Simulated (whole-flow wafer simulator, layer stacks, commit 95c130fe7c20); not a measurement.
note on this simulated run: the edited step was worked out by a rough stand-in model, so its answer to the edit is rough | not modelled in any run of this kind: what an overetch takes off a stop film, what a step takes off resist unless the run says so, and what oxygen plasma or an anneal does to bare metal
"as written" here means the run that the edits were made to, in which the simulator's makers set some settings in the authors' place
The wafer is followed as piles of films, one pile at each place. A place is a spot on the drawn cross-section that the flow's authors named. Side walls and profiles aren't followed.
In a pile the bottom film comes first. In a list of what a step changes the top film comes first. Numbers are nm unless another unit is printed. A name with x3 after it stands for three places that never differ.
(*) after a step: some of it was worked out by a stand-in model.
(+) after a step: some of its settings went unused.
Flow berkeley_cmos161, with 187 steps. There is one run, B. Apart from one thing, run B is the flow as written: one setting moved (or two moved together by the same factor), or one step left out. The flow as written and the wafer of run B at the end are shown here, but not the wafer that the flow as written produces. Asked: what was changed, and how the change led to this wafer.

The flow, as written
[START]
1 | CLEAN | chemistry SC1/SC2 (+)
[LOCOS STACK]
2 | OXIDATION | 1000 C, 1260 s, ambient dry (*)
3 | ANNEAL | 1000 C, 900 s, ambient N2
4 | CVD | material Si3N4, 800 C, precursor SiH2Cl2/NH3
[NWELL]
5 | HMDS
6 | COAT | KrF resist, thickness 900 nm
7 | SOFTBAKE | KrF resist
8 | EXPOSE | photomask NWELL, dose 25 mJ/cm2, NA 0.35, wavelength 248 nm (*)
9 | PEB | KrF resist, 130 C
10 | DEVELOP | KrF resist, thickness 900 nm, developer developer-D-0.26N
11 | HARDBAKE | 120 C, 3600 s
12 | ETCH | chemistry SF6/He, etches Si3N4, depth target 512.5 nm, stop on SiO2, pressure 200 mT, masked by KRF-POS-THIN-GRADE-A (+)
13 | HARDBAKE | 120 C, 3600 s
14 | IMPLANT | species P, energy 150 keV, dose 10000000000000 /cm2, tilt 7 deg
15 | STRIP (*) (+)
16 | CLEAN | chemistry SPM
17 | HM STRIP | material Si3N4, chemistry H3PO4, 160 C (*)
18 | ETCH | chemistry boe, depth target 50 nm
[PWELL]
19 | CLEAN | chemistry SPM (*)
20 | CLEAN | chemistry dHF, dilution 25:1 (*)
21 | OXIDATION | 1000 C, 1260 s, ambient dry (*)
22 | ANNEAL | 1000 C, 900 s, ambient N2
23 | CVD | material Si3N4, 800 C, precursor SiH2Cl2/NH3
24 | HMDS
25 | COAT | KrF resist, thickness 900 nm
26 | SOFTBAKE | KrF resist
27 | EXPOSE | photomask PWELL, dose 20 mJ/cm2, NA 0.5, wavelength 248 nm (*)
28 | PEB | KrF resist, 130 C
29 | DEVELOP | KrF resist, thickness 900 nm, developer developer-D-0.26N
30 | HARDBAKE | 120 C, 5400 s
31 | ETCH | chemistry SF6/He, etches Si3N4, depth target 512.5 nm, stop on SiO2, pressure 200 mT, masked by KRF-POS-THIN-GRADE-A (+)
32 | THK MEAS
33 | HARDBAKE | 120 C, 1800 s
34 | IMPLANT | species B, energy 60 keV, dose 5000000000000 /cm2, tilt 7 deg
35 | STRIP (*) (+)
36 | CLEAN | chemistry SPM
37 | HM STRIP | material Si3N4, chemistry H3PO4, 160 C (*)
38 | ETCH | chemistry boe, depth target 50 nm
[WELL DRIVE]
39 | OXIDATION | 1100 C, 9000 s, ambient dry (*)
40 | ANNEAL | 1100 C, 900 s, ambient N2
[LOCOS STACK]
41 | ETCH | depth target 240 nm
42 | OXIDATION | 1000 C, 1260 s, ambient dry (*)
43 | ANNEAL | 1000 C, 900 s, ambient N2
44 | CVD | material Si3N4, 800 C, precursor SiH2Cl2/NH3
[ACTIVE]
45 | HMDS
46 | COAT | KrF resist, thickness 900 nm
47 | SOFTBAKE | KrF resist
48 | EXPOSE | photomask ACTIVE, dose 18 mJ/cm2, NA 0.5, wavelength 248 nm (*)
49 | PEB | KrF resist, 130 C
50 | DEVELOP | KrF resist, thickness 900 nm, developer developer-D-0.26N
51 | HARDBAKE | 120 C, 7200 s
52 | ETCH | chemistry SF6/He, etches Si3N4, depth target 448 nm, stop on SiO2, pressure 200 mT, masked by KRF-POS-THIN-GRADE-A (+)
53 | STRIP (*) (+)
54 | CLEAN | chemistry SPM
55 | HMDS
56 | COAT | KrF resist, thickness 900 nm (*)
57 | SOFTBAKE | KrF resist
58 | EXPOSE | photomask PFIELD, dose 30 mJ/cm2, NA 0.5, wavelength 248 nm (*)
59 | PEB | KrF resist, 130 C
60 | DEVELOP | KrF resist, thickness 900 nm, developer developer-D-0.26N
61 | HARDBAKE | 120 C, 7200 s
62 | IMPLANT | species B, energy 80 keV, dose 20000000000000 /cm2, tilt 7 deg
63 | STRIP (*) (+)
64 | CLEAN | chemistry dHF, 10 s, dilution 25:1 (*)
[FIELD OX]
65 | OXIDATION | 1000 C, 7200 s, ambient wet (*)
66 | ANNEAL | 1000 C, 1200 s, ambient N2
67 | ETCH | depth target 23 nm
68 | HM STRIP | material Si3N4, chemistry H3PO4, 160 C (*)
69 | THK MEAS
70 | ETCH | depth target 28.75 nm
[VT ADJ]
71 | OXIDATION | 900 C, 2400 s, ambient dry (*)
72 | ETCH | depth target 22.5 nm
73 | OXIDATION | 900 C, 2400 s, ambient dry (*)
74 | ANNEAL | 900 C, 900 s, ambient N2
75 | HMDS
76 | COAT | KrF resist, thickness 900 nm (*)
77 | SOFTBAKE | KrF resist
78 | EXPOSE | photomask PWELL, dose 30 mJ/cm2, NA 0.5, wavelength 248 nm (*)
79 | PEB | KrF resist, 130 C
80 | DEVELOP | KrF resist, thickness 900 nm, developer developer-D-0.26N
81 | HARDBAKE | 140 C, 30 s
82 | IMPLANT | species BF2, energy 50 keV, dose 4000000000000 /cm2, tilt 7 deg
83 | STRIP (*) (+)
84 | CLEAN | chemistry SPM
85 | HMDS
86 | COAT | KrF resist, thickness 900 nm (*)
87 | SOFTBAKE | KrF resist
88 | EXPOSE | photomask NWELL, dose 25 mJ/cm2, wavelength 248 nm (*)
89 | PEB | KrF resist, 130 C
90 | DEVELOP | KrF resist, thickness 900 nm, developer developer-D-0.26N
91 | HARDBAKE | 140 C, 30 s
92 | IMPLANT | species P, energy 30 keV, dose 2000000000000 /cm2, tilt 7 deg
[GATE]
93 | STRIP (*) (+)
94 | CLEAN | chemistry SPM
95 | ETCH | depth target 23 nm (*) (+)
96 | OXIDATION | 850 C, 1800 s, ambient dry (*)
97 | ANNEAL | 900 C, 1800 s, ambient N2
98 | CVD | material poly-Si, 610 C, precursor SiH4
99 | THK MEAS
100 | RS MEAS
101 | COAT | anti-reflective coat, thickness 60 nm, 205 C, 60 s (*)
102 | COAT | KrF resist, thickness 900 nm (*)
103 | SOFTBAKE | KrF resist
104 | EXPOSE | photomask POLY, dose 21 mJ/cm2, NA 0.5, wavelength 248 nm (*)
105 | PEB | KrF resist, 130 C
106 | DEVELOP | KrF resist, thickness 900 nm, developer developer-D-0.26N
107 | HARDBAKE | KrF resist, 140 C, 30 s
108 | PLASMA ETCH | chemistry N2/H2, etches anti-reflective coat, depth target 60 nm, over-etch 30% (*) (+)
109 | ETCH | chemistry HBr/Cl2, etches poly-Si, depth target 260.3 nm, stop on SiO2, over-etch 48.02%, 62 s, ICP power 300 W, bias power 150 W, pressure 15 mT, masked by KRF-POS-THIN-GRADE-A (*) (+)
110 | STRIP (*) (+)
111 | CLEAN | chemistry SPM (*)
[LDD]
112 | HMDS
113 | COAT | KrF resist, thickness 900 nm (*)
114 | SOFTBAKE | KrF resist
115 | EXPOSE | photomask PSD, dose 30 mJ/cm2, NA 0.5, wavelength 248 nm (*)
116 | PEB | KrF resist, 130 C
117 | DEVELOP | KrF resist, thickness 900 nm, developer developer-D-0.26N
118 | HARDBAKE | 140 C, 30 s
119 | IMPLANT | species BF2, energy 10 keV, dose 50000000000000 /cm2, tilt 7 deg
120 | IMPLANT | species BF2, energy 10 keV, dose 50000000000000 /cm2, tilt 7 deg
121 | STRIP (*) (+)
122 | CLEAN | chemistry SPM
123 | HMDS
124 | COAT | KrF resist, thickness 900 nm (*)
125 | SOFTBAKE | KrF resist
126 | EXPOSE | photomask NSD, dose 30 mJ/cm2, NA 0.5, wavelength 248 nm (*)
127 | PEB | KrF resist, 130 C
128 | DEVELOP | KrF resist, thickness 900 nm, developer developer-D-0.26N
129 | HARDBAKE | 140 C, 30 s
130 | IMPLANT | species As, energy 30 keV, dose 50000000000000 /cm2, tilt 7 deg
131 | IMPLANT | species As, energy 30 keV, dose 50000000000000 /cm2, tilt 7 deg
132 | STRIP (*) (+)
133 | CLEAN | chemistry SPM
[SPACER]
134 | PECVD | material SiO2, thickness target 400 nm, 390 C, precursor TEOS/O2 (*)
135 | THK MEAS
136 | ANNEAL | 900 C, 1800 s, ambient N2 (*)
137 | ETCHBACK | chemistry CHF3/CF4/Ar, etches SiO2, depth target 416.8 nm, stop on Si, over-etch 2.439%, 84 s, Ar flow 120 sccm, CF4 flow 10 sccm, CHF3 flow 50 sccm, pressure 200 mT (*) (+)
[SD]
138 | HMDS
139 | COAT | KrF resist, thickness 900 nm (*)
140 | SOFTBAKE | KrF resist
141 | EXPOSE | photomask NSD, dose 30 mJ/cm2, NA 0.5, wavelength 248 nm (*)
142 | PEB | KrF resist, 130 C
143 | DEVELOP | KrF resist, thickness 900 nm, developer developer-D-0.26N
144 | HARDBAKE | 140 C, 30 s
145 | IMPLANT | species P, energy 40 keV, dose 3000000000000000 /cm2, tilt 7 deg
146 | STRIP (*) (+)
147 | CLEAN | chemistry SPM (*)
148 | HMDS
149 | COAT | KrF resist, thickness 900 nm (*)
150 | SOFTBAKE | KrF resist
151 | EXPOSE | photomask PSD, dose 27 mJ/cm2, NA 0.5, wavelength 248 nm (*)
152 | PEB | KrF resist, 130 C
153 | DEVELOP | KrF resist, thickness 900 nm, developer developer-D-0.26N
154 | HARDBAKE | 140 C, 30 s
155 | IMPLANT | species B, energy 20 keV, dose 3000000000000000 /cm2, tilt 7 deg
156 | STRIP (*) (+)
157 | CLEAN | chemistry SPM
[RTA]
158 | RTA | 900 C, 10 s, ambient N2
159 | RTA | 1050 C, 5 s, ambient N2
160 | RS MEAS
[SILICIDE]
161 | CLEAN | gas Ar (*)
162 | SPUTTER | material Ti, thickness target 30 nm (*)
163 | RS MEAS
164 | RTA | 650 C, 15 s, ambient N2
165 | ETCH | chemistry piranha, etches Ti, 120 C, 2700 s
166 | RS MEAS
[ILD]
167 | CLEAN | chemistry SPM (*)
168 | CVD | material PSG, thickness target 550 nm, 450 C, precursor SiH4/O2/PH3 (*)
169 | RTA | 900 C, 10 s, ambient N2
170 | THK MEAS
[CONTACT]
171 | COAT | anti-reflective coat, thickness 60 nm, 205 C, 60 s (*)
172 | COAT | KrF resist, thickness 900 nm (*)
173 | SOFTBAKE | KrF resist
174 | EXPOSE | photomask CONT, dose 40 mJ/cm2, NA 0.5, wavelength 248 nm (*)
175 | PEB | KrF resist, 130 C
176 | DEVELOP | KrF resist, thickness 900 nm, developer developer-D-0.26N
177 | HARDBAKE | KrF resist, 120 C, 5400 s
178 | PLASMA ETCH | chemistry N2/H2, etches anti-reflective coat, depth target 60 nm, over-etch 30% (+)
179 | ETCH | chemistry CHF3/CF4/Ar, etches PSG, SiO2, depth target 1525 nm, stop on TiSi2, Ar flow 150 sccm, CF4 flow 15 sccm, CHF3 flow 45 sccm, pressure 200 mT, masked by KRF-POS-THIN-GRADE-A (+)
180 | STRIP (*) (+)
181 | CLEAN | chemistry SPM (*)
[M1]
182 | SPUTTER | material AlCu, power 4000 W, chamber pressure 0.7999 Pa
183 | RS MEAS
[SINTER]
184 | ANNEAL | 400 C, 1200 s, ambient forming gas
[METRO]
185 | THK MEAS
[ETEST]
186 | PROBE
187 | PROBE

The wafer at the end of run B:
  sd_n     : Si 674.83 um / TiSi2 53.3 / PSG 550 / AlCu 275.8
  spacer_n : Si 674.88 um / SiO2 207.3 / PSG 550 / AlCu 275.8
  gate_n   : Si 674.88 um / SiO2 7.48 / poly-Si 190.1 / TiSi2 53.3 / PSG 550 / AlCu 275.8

The reason: step 39, OXIDATION: 5400 s was run, whereas the flow has 9000 s.

The path from the change to this, step by step:
  39 | OXIDATION | 1100 C, 9000 s, ambient dry (*)
      field, sd_n, spacer_n and 6 more: +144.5 SiO2 (new film), -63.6 Si (as written it would have been: +197.6 SiO2 (new film), -86.9 Si)
  41 | ETCH | depth target 240 nm
      field, sd_n, spacer_n and 6 more: -144.5 SiO2 (all of it) (as written it would have been: -197.6 SiO2 (all of it))
